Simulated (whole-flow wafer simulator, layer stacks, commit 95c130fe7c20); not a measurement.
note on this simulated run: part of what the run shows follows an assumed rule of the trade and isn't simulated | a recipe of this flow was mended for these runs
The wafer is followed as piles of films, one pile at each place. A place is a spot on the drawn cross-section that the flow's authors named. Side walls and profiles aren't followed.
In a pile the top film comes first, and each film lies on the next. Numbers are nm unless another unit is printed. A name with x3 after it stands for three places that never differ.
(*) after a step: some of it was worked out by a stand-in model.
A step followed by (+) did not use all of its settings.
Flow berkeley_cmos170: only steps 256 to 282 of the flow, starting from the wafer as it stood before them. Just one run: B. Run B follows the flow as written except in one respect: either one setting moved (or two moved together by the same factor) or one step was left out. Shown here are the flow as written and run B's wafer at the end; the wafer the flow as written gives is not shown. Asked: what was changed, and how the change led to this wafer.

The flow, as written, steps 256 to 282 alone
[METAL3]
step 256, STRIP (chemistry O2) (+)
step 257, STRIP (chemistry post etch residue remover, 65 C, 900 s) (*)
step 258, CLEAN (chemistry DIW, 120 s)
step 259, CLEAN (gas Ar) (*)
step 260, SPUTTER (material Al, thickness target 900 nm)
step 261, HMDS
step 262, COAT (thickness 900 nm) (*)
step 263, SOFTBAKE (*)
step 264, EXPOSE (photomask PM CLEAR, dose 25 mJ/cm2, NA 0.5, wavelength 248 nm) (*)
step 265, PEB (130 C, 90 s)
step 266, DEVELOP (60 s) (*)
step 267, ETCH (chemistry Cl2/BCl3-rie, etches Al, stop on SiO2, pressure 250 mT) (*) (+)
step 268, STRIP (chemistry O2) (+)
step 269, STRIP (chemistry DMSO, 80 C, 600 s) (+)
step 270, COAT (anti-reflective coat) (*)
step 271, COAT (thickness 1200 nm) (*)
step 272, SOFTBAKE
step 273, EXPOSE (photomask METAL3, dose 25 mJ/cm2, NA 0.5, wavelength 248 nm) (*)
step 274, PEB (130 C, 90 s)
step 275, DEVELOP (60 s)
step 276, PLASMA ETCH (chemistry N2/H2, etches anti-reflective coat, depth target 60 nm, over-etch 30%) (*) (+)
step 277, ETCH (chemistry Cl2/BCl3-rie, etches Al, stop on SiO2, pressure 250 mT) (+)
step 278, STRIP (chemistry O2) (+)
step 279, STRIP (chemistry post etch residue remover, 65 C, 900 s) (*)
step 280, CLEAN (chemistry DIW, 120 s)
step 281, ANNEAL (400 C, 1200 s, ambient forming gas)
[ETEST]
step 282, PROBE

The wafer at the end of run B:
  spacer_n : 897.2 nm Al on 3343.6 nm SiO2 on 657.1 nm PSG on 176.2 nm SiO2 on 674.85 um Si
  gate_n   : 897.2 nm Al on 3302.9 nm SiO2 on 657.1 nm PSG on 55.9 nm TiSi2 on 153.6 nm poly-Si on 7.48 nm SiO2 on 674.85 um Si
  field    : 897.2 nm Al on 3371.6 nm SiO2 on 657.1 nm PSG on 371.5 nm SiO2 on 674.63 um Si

What caused this: step 277, ETCH: chemistry Cl2/BCl3-rie, etches Al, stop on SiO2, pressure 250 mT (+), was not run.

The path from the change to this, step by step:
  step 278, STRIP (chemistry O2) (+)
      contact: -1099 KrF-resist (all of it), -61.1 anti-reflective coat (all of it) (as written it would have been: -424 KrF-resist (all of it), -61.1 anti-reflective coat (all of it))
      m1: -1098.6 KrF-resist (all of it), -40.9 anti-reflective coat (all of it) (as written it would have been: -423.6 KrF-resist (all of it), -40.9 anti-reflective coat (all of it))
      (and at 3 other places as well)
  step 279, STRIP (chemistry post etch residue remover, 65 C, 900 s) (*)
      field, sd_n, spacer_n, gate_n, sd_p, spacer_p, gate_p: -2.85 Al (as written it would have been: nothing)
Taking metal films that touch as one body, spacer_n has 1 body; the flow as written gives 0 bodies.
Taking metal films that touch as one body, gate_n has 1 body; the flow as written gives 0 bodies.
Taking metal films that touch as one body, field has 1 body; the flow as written gives 0 bodies.
